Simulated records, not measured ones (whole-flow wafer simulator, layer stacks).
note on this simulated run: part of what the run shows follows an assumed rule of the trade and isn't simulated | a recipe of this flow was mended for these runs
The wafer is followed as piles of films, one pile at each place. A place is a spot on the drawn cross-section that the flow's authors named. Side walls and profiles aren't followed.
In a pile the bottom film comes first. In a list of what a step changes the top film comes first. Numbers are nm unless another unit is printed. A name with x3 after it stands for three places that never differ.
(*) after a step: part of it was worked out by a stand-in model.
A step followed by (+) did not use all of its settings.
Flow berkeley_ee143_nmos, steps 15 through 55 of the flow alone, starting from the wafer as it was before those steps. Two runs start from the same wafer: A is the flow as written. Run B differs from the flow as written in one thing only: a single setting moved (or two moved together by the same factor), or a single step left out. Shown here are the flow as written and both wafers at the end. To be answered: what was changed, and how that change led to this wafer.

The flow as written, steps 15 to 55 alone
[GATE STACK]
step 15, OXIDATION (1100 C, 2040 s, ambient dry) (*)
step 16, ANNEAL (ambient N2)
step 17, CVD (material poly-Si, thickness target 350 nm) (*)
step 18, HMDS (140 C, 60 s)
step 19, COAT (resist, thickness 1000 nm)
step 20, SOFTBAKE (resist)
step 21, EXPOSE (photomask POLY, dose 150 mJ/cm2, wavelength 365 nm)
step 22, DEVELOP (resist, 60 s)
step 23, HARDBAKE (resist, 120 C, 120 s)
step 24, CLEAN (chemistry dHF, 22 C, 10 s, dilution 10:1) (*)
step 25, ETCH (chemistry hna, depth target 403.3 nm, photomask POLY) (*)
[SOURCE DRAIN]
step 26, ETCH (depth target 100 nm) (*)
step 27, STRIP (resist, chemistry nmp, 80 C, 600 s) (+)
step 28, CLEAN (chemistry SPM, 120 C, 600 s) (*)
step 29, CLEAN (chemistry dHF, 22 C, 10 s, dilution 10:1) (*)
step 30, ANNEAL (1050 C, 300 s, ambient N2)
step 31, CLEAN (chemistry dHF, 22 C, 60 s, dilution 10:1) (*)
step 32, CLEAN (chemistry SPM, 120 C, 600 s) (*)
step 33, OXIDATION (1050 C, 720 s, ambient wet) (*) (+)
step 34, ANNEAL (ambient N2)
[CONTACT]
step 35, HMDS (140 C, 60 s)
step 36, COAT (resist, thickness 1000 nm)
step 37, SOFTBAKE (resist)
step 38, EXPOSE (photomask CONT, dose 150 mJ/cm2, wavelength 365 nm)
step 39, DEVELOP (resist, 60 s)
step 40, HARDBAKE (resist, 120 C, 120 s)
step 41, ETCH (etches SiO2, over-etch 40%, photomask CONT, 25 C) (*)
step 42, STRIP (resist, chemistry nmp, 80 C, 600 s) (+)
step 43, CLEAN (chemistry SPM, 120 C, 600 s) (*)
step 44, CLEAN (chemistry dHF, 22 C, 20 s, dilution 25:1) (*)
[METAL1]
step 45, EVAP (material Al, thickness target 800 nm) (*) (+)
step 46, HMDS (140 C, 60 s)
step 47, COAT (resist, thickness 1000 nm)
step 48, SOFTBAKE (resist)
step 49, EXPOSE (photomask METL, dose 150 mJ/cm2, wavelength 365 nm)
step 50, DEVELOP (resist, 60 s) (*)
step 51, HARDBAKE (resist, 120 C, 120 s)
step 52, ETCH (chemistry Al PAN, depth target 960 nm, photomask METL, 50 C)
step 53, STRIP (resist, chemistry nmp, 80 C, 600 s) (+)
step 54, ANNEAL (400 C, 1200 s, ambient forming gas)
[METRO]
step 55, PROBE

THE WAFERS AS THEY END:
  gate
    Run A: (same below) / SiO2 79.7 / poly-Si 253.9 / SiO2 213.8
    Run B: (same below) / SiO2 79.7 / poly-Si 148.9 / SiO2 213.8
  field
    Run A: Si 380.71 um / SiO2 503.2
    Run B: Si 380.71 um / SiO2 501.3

Cause: step 17, CVD: thickness target 245 nm was run, though the flow has thickness target 350 nm.

Step by step, how the change led to this:
  step 17, CVD (material poly-Si, thickness target 350 nm) (*)
      gate, sd, contact, field: A +350 poly-Si (new film) | B +245 poly-Si (new film)
  step 19, COAT (resist, thickness 1000 nm)
      field: A +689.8 resist (new film) | B +666 resist (new film)
  step 22, DEVELOP (resist, 60 s)
      field: A -689.8 resist (all of it) | B -666 resist (all of it)
  step 25, ETCH (chemistry hna, depth target 403.3 nm, photomask POLY) (*)
      sd, contact, field: A -350 poly-Si (all of it), -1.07 SiO2 | B -245 poly-Si (all of it), -3.17 SiO2
  step 26, ETCH (depth target 100 nm) (*)
      sd, contact: A -78.6 SiO2 (all of it) | B -76.5 SiO2 (all of it)
  step 36, COAT (resist, thickness 1000 nm)
      gate: A +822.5 resist (new film) | B +877.9 resist (new film)
      sd: A +1160.4 resist (new film) | B +1132.9 resist (new film)
      (also at 1 further place)
  step 40, HARDBAKE (resist, 120 C, 120 s)
      gate: A -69 resist | B -73.9 resist
      sd: A -99.3 resist | B -96.8 resist
      (also at 1 further place)
  step 42, STRIP (resist, chemistry nmp, 80 C, 600 s) (+)
      gate: A -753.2 resist (all of it) | B -803.6 resist (all of it)
      sd: A -1060.7 resist (all of it) | B -1035.7 resist (all of it)
      (also at 1 further place)
  step 47, COAT (resist, thickness 1000 nm)
      gate: A +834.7 resist (new film) | B +887.4 resist (new film)
      sd: A +1161.3 resist (new film) | B +1131.2 resist (new film)
      (also at 1 further place)
  step 50, DEVELOP (resist, 60 s) (*)
      gate: A -834.7 resist (all of it), -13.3 Al | B -887.4 resist (all of it), -13.3 Al
      sd: A -1161.3 resist (all of it), -13.3 Al | B -1131.2 resist (all of it), -13.3 Al
      (also at 1 further place)
